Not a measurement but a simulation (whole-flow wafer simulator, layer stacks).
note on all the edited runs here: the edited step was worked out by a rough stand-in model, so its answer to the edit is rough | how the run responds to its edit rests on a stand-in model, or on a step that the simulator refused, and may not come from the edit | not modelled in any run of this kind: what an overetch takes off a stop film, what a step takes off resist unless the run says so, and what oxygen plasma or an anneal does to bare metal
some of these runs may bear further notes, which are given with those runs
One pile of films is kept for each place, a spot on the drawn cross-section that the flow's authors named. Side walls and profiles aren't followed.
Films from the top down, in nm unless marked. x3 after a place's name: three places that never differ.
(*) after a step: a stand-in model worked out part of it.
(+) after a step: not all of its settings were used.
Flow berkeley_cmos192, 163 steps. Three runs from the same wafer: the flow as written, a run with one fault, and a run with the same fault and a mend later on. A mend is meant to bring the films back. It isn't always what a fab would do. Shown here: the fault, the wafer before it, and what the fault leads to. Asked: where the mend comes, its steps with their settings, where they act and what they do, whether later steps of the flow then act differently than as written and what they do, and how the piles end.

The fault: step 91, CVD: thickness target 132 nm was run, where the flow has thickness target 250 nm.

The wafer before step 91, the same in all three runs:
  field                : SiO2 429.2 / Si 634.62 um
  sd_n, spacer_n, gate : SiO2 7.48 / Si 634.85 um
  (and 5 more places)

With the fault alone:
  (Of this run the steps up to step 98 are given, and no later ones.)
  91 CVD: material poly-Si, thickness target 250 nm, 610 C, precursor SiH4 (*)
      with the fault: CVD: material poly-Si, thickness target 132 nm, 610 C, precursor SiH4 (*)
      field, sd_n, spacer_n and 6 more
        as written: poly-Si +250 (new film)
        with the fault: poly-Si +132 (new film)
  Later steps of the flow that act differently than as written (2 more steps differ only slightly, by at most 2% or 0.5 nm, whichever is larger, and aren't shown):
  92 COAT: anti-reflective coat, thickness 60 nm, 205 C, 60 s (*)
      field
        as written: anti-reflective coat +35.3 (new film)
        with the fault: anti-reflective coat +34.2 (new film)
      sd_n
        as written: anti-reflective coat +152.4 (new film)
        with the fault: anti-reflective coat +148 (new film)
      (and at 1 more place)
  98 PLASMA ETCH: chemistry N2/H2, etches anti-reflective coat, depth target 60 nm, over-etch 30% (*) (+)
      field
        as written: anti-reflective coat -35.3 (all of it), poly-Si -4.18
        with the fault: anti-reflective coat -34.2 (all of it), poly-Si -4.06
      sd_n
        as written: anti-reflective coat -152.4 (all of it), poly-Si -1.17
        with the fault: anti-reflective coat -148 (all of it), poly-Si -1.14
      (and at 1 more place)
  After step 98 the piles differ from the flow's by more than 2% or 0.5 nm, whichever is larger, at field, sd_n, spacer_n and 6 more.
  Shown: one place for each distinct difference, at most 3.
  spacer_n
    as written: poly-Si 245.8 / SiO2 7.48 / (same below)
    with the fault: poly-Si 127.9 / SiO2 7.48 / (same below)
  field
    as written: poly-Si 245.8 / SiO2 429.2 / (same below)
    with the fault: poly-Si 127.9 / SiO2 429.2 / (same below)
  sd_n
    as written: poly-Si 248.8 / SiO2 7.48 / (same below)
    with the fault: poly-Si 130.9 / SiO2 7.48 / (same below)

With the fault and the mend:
  The mend comes after step 91.
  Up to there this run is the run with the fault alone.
  91a ETCH: chemistry tmah, depth target 151.8 nm
      field, sd_n, spacer_n and 6 more
        poly-Si -132 (all of it)
  91b CLEAN: chemistry SPM (*) (the flow's step 87 once more)
      changes no film at any place that is followed
  91c CVD: material poly-Si, thickness target 250 nm, 610 C, precursor SiH4 (*) (the flow's step 91 once more)
      field, sd_n, spacer_n and 6 more
        poly-Si +250 (new film)
  No later step of the flow acts differently than as written, at any place that is followed, by more than 2% or 0.5 nm, whichever is larger.
  At the end the piles are the same as the flow's at every place that both follow.
